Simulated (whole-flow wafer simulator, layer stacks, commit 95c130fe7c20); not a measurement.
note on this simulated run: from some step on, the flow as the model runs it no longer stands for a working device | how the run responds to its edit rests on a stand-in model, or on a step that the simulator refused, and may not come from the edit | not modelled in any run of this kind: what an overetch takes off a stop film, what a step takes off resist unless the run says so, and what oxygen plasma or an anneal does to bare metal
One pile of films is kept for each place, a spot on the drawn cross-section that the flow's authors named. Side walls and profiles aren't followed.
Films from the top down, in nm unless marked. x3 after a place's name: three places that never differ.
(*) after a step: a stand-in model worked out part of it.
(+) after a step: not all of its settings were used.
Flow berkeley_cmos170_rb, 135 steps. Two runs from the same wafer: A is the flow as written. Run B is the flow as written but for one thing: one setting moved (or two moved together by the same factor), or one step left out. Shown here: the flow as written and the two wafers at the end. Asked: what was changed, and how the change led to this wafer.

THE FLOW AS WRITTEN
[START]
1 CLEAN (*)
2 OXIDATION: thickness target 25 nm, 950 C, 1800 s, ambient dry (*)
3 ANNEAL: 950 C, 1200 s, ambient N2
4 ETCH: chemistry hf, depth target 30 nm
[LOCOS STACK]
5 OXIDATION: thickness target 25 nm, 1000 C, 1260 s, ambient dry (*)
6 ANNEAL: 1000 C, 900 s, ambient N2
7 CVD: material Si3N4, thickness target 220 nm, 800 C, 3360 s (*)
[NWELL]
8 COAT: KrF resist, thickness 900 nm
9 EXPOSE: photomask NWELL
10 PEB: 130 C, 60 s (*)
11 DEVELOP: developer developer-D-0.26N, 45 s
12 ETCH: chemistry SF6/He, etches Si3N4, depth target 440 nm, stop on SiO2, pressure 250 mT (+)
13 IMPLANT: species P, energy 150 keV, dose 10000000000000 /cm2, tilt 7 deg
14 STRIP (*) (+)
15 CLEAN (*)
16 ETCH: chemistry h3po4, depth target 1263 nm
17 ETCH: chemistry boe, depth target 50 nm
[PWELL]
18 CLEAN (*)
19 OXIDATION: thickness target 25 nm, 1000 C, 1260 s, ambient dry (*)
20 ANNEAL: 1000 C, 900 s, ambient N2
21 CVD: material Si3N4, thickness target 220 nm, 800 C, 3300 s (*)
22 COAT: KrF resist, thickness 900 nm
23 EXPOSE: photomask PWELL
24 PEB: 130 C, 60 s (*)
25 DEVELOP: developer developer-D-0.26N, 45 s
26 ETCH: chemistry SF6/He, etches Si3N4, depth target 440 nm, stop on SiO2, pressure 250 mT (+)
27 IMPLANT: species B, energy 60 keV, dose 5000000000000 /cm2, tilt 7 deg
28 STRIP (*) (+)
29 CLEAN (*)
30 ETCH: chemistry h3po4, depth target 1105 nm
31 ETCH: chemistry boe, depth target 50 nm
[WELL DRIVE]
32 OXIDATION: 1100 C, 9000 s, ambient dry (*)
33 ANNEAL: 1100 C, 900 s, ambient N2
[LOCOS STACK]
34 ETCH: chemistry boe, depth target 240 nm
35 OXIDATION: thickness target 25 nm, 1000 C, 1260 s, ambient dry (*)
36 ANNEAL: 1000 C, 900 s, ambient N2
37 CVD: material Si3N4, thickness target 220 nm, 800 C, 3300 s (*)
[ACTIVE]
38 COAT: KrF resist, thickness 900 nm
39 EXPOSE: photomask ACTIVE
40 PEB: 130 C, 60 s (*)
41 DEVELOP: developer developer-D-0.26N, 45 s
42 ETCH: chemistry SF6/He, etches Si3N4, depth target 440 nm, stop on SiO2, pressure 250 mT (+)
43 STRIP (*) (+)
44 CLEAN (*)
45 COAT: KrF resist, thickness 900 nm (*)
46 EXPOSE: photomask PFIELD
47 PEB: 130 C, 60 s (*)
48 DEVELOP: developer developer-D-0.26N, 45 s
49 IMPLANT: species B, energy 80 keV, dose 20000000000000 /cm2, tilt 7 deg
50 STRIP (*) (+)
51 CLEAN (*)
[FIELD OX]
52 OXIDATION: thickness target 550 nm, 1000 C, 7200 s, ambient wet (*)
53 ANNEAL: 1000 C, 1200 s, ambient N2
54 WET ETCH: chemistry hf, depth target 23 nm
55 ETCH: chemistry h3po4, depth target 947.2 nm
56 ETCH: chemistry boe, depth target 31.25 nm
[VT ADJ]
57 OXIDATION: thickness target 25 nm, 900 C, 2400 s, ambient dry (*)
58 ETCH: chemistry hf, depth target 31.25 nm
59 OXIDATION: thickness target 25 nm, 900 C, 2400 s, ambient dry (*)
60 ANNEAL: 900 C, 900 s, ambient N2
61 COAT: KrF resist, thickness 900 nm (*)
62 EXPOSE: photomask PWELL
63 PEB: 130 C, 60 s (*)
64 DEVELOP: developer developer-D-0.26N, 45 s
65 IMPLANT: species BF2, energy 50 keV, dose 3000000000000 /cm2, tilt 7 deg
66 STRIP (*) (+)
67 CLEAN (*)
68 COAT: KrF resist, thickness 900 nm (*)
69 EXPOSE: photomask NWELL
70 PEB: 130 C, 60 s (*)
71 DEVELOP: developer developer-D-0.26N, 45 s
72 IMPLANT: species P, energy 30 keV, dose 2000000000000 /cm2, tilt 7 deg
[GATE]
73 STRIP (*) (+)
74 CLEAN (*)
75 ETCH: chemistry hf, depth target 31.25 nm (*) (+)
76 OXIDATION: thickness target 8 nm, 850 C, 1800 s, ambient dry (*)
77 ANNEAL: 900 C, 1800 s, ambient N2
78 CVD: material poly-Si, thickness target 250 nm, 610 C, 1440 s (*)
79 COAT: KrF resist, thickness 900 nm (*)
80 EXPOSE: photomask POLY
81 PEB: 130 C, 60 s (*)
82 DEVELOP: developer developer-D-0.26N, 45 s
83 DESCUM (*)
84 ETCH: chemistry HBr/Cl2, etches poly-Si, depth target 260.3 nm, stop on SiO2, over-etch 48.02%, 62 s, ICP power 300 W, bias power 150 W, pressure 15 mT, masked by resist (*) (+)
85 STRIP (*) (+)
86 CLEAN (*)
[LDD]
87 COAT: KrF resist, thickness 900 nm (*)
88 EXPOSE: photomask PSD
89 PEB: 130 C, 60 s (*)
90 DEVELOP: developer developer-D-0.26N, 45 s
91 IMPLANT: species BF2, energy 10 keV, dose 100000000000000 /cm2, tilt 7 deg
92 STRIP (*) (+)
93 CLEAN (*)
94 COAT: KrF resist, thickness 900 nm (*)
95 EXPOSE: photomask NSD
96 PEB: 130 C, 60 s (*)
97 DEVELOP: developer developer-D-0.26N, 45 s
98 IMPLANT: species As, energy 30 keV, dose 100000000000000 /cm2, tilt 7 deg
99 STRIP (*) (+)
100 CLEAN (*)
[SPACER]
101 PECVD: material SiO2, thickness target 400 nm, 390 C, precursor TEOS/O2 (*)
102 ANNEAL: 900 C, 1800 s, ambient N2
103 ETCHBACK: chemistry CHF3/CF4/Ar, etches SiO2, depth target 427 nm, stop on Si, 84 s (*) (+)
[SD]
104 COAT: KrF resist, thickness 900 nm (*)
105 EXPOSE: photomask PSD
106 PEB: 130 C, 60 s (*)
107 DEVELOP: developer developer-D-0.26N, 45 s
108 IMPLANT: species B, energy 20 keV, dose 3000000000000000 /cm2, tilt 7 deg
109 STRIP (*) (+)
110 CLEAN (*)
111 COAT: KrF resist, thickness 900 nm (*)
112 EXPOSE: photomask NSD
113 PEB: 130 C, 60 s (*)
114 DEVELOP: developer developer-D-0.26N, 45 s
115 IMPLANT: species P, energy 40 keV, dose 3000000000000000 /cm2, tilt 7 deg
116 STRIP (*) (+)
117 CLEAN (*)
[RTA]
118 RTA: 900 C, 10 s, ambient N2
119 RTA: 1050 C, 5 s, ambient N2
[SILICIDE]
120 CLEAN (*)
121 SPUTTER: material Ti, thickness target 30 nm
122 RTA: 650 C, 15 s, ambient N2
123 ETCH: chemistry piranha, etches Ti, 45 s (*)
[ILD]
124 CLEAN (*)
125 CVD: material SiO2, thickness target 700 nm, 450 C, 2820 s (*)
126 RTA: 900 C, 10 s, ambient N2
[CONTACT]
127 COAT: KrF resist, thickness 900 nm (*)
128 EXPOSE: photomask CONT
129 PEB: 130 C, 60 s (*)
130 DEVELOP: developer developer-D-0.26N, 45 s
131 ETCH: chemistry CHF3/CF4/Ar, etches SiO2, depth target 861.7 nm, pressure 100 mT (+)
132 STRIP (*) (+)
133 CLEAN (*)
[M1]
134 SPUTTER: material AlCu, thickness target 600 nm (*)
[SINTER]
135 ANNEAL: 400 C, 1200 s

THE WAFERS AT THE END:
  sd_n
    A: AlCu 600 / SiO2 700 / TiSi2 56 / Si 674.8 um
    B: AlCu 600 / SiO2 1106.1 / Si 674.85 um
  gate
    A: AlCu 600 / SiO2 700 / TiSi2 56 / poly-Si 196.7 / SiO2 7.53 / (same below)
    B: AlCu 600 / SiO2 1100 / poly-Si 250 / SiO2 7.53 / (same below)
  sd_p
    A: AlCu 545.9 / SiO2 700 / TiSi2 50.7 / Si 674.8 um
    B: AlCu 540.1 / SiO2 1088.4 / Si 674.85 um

The cause: step 103, ETCHBACK: chemistry CHF3/CF4/Ar, etches SiO2, depth target 427 nm, stop on Si, 84 s (*) (+), was left out.

How the change led to this, step by step:
  104 COAT: KrF resist, thickness 900 nm (*)
      spacer_n: A KrF resist +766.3 (new film) | B KrF resist +1023.3 (new film)
      gate: A KrF resist +742.1 (new film) | B KrF resist +757.5 (new film)
      (and at 3 more places)
  107 DEVELOP: developer developer-D-0.26N, 45 s
      sd_p: A KrF resist -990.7 (all of it) | B KrF resist -1026.9 (all of it)
      spacer_p: A KrF resist -767.7 (all of it) | B KrF resist -1030.9 (all of it)
      (and at 1 more place)
  109 STRIP (*) (+)
      spacer_n: A KrF resist -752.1 (all of it) | B KrF resist -1009.1 (all of it)
      gate: A KrF resist -727.9 (all of it) | B KrF resist -743.3 (all of it)
  111 COAT: KrF resist, thickness 900 nm (*)
      spacer_n: A KrF resist +766.3 (new film) | B KrF resist +1023.3 (new film)
      gate: A KrF resist +742.1 (new film) | B KrF resist +757.5 (new film)
      (and at 3 more places)
  114 DEVELOP: developer developer-D-0.26N, 45 s
      spacer_n: A KrF resist -766.3 (all of it) | B KrF resist -1023.3 (all of it)
      gate: A KrF resist -742.1 (all of it) | B KrF resist -757.5 (all of it)
  116 STRIP (*) (+)
      sd_p: A KrF resist -976.5 (all of it) | B KrF resist -1012.7 (all of it)
      spacer_p: A KrF resist -753.5 (all of it) | B KrF resist -1016.7 (all of it)
      (and at 1 more place)
  121 SPUTTER: material Ti, thickness target 30 nm
      spacer_n, spacer_p: A Ti +30 (new film) | B Ti +20.7 (new film)
  122 RTA: 650 C, 15 s, ambient N2
      sd_n, contact, m1: A Ti -23.4, TiSi first +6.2 (new film), TiSi2 C49 +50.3 (new film), Si -49 | B nothing
      gate, gate_p: A Ti -23.4, TiSi first +6.2 (new film), TiSi2 C49 +50.3 (new film), poly-Si -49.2 | B nothing
      (and at 1 more place)
  123 ETCH: chemistry piranha, etches Ti, 45 s (*)
      sd_n, gate, gate_p, contact, m1: A Ti -6.6 (all of it) | B Ti -30 (all of it)
      spacer_n, spacer_p: A Ti -30 (all of it) | B Ti -20.7 (all of it)
      (and at 1 more place)
  125 CVD: material SiO2, thickness target 700 nm, 450 C, 2820 s (*)
      sd_n, gate, sd_p, gate_p, contact, m1: A SiO2 +700 (new film) | B SiO2 +700
  126 RTA: 900 C, 10 s, ambient N2
      sd_n, contact, m1: A under 1 film: TiSi2 +56 (new film), TiSi first -6.2 (all of it), TiSi2 C49 -50.3 (all of it), Si -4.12 | B nothing
      gate, gate_p: A under 1 film: TiSi2 +56 (new film), TiSi first -6.2 (all of it), TiSi2 C49 -50.3 (all of it), poly-Si -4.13 | B nothing
      (and at 1 more place)
  127 COAT: KrF resist, thickness 900 nm (*)
      field: A KrF resist +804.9 (new film) | B KrF resist +783 (new film)
      spacer_n: A KrF resist +819.8 (new film) | B KrF resist +1029.3 (new film)
      (and at 3 more places)
  131 ETCH: chemistry CHF3/CF4/Ar, etches SiO2, depth target 861.7 nm, pressure 100 mT (+)
      contact: A SiO2 -700 (all of it), TiSi2 -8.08 | B SiO2 -861.7
  132 STRIP (*) (+)
      field: A KrF resist -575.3 (all of it) | B KrF resist -553.4 (all of it)
      spacer_n: A KrF resist -590.2 (all of it) | B KrF resist -799.7 (all of it)
      (and at 3 more places)
  134 SPUTTER: material AlCu, thickness target 600 nm (*)
      spacer_n: A AlCu +600 (new film) | B AlCu +543.7 (new film)
      spacer_p: A AlCu +600 (new film) | B AlCu +540.1 (new film)
      (and at 1 more place)
